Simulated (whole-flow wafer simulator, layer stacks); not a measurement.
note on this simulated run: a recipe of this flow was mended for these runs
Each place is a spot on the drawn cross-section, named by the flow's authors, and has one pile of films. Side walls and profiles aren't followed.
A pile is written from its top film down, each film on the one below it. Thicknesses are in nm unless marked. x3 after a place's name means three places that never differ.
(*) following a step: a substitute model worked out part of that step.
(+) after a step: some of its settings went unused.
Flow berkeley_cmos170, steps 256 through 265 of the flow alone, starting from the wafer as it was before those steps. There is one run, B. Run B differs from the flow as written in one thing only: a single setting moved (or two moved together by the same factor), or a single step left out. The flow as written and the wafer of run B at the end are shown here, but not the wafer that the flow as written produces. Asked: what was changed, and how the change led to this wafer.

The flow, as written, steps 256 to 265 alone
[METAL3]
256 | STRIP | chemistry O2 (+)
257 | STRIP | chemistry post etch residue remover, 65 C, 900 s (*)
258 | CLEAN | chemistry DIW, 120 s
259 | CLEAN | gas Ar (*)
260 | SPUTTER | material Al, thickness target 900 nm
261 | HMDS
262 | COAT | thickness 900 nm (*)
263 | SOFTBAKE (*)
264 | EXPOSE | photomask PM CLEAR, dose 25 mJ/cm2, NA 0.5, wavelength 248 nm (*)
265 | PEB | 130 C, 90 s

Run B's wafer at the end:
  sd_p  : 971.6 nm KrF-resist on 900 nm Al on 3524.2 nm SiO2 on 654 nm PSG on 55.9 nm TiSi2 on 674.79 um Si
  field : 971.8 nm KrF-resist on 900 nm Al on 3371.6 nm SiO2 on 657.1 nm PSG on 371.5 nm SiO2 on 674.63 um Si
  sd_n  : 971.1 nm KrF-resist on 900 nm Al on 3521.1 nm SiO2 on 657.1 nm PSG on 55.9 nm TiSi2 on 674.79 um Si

The reason: step 262, COAT: thickness 974 nm was run, whereas the flow has thickness 900 nm.

The path from the change to this, step by step:
  262 | COAT | thickness 900 nm (*)
      sd_p, spacer_p, gate_p: +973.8 KrF-resist (new film) (it would be, as written: +899.8 KrF-resist (new film))
      field, mark: +974 KrF-resist (new film) (it would be, as written: +900 KrF-resist (new film))
      (also at 8 further places)
  265 | PEB | 130 C, 90 s
      via2: -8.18 KrF-resist (it would be, as written: -7.55 KrF-resist)
